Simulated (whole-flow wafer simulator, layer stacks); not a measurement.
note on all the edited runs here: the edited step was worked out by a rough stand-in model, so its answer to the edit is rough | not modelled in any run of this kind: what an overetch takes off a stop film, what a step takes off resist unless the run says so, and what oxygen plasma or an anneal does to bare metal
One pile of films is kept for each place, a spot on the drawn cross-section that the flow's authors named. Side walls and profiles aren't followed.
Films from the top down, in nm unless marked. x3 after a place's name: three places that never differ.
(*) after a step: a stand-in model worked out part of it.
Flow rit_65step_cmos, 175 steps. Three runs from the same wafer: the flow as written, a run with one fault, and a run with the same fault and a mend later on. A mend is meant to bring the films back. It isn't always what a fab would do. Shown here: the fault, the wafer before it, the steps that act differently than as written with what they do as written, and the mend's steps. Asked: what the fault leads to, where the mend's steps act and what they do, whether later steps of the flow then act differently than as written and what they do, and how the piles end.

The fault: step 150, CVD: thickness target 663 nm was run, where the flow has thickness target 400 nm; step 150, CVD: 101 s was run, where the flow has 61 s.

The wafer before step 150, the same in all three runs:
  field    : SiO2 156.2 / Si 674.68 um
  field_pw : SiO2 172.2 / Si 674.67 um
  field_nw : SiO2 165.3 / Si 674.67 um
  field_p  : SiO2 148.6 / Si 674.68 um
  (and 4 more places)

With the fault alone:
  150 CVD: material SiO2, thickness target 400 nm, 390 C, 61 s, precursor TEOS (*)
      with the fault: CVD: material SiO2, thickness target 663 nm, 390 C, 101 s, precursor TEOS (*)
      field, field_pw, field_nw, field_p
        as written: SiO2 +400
        with the fault: SiO2 +663
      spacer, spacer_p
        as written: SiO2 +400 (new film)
        with the fault: SiO2 +663 (new film)
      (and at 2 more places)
  No later step of the flow acts differently than as written, at any place that is followed, by more than 2% or 0.5 nm, whichever is larger.
  At the end the piles differ from the flow's by more than 2% or 0.5 nm, whichever is larger, at field, field_pw, field_nw, field_p, gate_n, gate_p, spacer, spacer_p.
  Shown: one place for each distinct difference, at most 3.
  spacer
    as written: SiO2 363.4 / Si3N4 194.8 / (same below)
    with the fault: SiO2 626.4 / Si3N4 194.8 / (same below)
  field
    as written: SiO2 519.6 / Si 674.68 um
    with the fault: SiO2 782.6 / Si 674.68 um
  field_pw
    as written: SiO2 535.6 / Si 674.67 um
    with the fault: SiO2 798.6 / Si 674.67 um

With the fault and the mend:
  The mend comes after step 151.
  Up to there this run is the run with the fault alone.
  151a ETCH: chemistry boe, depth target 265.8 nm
      field, field_pw, field_nw, field_p, gate_n, gate_p, spacer, spacer_p
        SiO2 -265.8
  No later step of the flow acts differently than as written, at any place that is followed, by more than 2% or 0.5 nm, whichever is larger.
  At the end the piles differ from the flow's only slightly at the places that both follow, by at most 2% or 0.5 nm, whichever is larger.
